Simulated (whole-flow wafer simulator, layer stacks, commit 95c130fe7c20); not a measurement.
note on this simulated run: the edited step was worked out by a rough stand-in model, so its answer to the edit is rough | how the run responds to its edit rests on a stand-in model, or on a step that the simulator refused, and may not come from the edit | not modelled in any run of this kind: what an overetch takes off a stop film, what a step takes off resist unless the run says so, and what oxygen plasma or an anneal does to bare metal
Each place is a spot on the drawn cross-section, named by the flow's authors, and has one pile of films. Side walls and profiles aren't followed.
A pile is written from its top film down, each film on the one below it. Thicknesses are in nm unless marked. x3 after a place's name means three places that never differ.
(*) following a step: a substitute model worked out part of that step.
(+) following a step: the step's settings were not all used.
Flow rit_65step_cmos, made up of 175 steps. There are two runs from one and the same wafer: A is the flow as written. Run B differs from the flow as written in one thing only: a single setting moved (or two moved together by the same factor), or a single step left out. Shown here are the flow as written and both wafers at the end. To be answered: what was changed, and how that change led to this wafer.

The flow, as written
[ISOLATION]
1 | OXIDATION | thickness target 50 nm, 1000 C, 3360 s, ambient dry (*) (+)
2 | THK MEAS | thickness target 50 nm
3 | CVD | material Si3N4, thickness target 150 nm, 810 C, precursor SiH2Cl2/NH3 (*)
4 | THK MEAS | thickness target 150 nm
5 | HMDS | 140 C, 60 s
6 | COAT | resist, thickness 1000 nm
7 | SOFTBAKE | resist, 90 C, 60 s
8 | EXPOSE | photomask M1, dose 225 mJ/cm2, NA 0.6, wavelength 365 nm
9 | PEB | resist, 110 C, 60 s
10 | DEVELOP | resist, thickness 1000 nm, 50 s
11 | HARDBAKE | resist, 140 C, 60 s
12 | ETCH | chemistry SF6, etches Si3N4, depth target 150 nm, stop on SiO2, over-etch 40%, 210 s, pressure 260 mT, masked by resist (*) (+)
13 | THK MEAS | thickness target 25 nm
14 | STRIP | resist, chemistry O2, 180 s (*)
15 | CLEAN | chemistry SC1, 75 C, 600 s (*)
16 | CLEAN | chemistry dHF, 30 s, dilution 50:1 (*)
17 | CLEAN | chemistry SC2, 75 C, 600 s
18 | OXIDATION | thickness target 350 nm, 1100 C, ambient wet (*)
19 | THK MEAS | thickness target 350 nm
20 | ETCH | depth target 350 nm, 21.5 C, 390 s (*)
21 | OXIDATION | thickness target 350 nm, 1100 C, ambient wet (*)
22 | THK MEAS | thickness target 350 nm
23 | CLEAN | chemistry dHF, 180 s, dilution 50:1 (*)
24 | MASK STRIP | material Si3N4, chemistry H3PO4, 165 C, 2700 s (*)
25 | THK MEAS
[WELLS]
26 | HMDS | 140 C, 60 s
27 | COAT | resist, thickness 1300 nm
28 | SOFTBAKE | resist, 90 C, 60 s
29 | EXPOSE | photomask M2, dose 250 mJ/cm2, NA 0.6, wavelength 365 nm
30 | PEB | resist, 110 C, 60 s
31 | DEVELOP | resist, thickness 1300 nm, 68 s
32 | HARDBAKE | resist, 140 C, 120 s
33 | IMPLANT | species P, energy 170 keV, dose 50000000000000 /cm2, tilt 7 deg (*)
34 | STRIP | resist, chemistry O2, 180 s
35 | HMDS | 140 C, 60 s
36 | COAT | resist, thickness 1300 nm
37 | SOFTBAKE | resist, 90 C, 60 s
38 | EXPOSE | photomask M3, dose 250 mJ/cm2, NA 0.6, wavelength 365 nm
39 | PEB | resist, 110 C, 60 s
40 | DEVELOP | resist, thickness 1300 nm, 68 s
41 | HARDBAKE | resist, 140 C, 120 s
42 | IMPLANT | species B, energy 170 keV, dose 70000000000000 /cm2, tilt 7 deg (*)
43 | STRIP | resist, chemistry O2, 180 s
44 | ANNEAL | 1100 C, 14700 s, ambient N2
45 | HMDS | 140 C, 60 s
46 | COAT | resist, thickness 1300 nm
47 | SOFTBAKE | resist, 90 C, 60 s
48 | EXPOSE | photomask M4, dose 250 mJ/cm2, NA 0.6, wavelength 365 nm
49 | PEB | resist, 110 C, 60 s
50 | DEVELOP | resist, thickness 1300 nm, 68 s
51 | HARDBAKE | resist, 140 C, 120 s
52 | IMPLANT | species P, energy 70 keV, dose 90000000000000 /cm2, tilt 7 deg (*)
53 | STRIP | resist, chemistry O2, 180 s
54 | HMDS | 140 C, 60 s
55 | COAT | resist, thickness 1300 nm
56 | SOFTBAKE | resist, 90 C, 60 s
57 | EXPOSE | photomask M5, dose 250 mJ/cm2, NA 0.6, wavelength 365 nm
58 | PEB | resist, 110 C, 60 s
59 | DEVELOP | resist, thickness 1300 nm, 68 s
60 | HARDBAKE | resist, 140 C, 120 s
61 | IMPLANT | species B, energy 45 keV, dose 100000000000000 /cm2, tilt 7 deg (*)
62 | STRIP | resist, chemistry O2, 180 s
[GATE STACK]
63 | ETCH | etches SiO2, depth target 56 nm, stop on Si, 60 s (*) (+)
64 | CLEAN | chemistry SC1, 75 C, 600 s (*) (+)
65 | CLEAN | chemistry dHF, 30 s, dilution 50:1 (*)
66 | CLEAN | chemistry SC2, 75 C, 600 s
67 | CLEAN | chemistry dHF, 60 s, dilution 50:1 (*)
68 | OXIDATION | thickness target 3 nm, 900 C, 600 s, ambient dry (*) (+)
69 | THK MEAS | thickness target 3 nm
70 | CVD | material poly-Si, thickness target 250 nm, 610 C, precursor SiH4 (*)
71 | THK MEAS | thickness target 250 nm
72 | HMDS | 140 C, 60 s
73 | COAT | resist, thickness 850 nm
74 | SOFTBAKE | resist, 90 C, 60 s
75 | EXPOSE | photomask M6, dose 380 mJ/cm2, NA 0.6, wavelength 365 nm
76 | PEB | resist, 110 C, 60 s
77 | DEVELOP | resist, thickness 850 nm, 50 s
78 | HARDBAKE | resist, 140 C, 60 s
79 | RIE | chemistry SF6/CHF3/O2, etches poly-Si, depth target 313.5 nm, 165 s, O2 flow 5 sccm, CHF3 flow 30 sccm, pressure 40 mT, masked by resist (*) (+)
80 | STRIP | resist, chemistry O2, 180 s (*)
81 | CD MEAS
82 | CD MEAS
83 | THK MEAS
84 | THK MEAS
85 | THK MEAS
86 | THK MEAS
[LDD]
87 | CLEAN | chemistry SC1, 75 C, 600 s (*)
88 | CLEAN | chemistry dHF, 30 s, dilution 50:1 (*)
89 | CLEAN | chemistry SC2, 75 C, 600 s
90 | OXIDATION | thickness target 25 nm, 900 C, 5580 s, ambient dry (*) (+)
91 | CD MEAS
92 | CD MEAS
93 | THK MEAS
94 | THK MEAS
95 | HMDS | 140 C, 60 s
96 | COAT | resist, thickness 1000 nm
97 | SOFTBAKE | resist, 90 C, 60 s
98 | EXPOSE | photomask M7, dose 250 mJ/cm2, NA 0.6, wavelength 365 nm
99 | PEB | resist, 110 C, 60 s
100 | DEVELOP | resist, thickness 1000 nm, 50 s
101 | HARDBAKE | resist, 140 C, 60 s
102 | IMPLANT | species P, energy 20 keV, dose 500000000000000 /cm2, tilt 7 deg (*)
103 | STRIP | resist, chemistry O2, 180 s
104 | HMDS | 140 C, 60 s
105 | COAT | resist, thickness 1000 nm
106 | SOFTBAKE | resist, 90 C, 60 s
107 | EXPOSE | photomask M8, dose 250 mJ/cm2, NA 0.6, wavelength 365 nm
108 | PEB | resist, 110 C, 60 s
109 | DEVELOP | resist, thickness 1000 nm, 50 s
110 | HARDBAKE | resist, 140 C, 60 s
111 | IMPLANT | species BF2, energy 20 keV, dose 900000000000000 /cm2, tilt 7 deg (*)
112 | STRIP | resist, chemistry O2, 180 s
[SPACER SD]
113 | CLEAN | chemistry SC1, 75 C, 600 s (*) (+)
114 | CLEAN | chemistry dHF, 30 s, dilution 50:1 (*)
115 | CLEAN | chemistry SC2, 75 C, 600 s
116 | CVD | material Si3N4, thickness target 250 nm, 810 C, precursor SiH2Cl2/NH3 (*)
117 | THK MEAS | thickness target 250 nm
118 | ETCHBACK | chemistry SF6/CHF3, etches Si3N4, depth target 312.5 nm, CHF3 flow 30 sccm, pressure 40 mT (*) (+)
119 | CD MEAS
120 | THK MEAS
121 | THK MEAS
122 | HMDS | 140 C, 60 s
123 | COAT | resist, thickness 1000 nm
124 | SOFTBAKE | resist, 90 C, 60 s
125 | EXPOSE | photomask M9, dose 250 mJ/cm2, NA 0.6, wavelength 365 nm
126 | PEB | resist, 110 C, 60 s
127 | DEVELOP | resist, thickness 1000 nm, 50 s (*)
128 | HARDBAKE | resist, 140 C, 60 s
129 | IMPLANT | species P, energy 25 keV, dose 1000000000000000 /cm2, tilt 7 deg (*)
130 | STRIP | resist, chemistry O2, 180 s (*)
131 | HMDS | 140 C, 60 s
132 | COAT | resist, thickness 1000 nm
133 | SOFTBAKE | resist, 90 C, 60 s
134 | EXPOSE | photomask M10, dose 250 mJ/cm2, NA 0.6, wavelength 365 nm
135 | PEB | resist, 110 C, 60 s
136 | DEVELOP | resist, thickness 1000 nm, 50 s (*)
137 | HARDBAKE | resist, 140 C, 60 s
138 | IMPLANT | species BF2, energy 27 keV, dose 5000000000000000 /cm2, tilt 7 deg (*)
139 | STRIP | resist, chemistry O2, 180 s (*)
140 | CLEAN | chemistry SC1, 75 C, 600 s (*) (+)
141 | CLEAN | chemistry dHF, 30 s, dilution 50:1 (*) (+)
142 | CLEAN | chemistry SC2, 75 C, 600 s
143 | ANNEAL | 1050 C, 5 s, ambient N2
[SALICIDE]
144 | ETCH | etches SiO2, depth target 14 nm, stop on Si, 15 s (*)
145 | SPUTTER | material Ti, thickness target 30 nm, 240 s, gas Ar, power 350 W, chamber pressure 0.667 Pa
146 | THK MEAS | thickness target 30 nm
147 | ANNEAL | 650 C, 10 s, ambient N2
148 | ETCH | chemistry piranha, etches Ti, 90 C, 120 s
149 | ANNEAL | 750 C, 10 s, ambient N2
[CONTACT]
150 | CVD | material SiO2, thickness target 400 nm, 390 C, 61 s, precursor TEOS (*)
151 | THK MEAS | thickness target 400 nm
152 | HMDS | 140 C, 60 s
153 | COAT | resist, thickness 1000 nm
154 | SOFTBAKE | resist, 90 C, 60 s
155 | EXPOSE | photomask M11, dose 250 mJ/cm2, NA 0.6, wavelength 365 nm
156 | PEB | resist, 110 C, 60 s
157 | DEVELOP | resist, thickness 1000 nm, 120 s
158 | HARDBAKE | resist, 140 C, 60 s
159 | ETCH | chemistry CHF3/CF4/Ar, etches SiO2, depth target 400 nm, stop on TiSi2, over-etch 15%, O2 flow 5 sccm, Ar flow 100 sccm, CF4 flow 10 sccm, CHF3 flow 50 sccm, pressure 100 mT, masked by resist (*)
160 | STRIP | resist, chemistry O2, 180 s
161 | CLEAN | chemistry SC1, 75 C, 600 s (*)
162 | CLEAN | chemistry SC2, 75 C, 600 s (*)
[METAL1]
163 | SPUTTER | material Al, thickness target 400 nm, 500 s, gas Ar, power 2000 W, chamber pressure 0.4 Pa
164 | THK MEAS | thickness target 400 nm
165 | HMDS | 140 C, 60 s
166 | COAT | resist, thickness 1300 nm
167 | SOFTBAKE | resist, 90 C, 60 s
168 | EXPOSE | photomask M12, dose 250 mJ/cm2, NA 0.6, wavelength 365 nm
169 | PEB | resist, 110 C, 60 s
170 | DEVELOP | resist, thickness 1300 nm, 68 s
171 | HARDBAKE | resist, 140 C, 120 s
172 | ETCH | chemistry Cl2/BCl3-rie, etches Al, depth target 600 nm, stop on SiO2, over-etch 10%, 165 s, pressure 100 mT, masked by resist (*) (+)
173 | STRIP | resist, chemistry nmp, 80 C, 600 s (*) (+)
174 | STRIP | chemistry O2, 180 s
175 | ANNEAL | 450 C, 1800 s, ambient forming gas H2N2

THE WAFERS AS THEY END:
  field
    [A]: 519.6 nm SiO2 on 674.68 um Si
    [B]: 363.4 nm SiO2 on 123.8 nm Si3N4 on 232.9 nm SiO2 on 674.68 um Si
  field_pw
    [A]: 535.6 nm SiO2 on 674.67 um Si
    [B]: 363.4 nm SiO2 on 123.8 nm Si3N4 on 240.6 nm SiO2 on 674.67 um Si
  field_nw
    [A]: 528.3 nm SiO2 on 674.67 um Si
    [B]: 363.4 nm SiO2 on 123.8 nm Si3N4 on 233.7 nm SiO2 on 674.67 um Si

What caused this: step 118, ETCHBACK: depth target 125 nm was run, whereas the flow has depth target 312.5 nm.

How this came from the change, step by step:
  118 | ETCHBACK | chemistry SF6/CHF3, etches Si3N4, depth target 312.5 nm, CHF3 flow 30 sccm, pressure 40 mT (*) (+)
      field, field_pw, field_nw, field_p: A Si3N4 loses 250 (all of it), SiO2 loses 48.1 | B Si3N4 loses 125
      gate_n: A Si3N4 loses 250 (all of it), SiO2 loses 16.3 (all of it), poly-Si loses 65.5 | B Si3N4 loses 125
      (as well as at 1 more place)
  123 | COAT | resist, thickness 1000 nm
      field: A resist gains 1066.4 (new film) | B resist gains 1044.1 (new film)
      field_p: A resist gains 1073.5 (new film) | B resist gains 1051.2 (new film)
      (as well as at 4 more places)
  126 | PEB | resist, 110 C, 60 s
      gate_n, gate_p: A resist loses 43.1 | B resist loses 40.1
      field: A resist loses 55.6 | B resist loses 54.3
      (as well as at 3 more places)
  127 | DEVELOP | resist, thickness 1000 nm, 50 s (*)
      field: A resist loses 1010.9 (all of it) | B resist loses 989.9 (all of it)
      gate_n: A resist loses 791.9 (all of it) | B resist loses 739.2 (all of it)
      (as well as at 1 more place)
  128 | HARDBAKE | resist, 140 C, 60 s
      field_nw: A resist loses 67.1 | B resist loses 65.7
      field_p: A resist loses 68.8 | B resist loses 67.2
      (as well as at 2 more places)
  130 | STRIP | resist, chemistry O2, 180 s (*)
      gate_n: A chemical SiO2 gains 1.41 (new film), poly-Si loses 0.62 | B nothing
      gate_p: A chemical SiO2 gains 1.31 (new film), resist loses 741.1 (all of it), poly-Si loses 0.58 | B resist loses 691.6 (all of it)
      (as well as at 2 more places)
  132 | COAT | resist, thickness 1000 nm
      field: A resist gains 1067 (new film) | B resist gains 1044.1 (new film)
      field_p: A resist gains 1074 (new film) | B resist gains 1051.2 (new film)
      (as well as at 4 more places)
  135 | PEB | resist, 110 C, 60 s
      gate_n, gate_p: A resist loses 43.1 | B resist loses 40.1
      spacer, spacer_p: A resist loses 42 | B resist loses 40
      (as well as at 2 more places)
  136 | DEVELOP | resist, thickness 1000 nm, 50 s (*)
      field_p: A resist loses 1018 (all of it) | B resist loses 996.5 (all of it)
      gate_p: A resist loses 792.8 (all of it) | B resist loses 739.4 (all of it)
      (as well as at 1 more place)
  137 | HARDBAKE | resist, 140 C, 60 s
      field: A resist loses 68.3 | B resist loses 66.3
      field_nw: A resist loses 67.1 | B resist loses 65.7
      (as well as at 2 more places)
  139 | STRIP | resist, chemistry O2, 180 s (*)
      gate_n: A resist loses 740 (all of it), chemical SiO2 gains 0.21, poly-Si loses 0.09 | B resist loses 691.3 (all of it)
      field: A resist loses 943.1 (all of it) | B resist loses 923.5 (all of it)
      (as well as at 1 more place)
  140 | CLEAN | chemistry SC1, 75 C, 600 s (*) (+)
      field, field_pw, field_nw, field_p: A SiO2 loses 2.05 | B Si3N4 loses 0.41
      gate_n, gate_p: A chemical SiO2 loses 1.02, poly-Si loses 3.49 | B Si3N4 loses 0.41
  141 | CLEAN | chemistry dHF, 30 s, dilution 50:1 (*) (+)
      field, field_p: A SiO2 loses 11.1 | B Si3N4 loses 0.43
      field_pw, field_nw: A SiO2 loses 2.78 | B Si3N4 loses 0.43
      (as well as at 2 more places)
  144 | ETCH | etches SiO2, depth target 14 nm, stop on Si, 15 s (*)
      field, field_pw, field_nw, field_p: A SiO2 loses 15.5 | B Si3N4 loses 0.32
  145 | SPUTTER | material Ti, thickness target 30 nm, 240 s, gas Ar, power 350 W, chamber pressure 0.667 Pa
      gate_n: A Ti gains 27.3 (new film) | B Ti gains 30 (new film)
      gate_p: A Ti gains 27.2 (new film) | B Ti gains 30 (new film)
  147 | ANNEAL | 650 C, 10 s, ambient N2
      gate_n: A Ti loses 21.3, TiSi first gains 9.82 (new film), TiSi2 C49 gains 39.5 (new film), poly-Si loses 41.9 | B nothing
      gate_p: A Ti loses 21.2, TiSi first gains 9.56 (new film), TiSi2 C49 gains 39.6 (new film), poly-Si loses 41.9 | B nothing
  ... another 9 steps ...
  170 | DEVELOP | resist, thickness 1300 nm, 68 s
      field: A resist loses 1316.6 (all of it) | B resist loses 1271.7 (all of it)
      field_pw: A resist loses 1285.5 (all of it) | B resist loses 1259.6 (all of it)
      (as well as at 6 more places)
